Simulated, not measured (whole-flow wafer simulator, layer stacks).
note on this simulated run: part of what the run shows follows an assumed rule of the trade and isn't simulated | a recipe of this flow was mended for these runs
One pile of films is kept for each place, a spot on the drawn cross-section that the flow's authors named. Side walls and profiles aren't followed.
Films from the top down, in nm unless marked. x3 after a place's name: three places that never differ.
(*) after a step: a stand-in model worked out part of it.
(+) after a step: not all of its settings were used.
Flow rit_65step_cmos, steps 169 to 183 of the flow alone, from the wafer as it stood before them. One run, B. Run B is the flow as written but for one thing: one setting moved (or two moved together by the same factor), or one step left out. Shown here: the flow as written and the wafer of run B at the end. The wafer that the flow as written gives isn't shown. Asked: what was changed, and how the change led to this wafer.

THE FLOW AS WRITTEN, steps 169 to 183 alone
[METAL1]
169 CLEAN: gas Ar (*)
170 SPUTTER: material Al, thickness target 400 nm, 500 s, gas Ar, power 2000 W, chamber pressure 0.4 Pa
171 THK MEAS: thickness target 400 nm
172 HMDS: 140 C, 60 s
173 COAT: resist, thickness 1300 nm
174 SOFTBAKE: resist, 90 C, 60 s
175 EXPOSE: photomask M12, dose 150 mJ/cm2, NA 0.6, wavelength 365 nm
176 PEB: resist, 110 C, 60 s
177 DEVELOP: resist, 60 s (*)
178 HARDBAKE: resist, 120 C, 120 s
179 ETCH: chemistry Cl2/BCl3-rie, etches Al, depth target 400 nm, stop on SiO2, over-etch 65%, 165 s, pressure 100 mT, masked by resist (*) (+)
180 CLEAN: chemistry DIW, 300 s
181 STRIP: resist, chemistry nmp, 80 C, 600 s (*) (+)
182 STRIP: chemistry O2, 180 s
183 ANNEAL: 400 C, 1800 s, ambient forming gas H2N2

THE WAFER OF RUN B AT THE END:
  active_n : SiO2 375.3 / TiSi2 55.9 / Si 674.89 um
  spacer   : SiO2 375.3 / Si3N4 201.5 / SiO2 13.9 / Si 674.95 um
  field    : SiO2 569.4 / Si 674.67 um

The cause: step 170, SPUTTER: thickness target 520 nm was run, where the flow has thickness target 400 nm; step 170, SPUTTER: 650 s was run, where the flow has 500 s.

How the change led to this, step by step:
  170 SPUTTER: material Al, thickness target 400 nm, 500 s, gas Ar, power 2000 W, chamber pressure 0.4 Pa
      field, field_pw, field_nw and 10 more: Al +520 (new film) (as written it would be: Al +400 (new film))
      contact: Al +322.8 (new film) (as written it would be: Al +255.4 (new film))
  173 COAT: resist, thickness 1300 nm
      contact: resist +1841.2 (new film) (as written it would be: resist +1785.1 (new film))
  176 PEB: resist, 110 C, 60 s
      contact: resist -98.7 (as written it would be: resist -95.5)
  178 HARDBAKE: resist, 120 C, 120 s
      contact: resist -64.3 (as written it would be: resist -62.1)
  179 ETCH: chemistry Cl2/BCl3-rie, etches Al, depth target 400 nm, stop on SiO2, over-etch 65%, 165 s, pressure 100 mT, masked by resist (*) (+)
      field, field_pw, field_nw and 9 more: Al -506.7 (all of it), SiO2 -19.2 (as written it would be: Al -386.7 (all of it), SiO2 -34.2)
  181 STRIP: resist, chemistry nmp, 80 C, 600 s (*) (+)
      contact: resist -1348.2 (all of it) (as written it would be: resist -1297.5 (all of it))
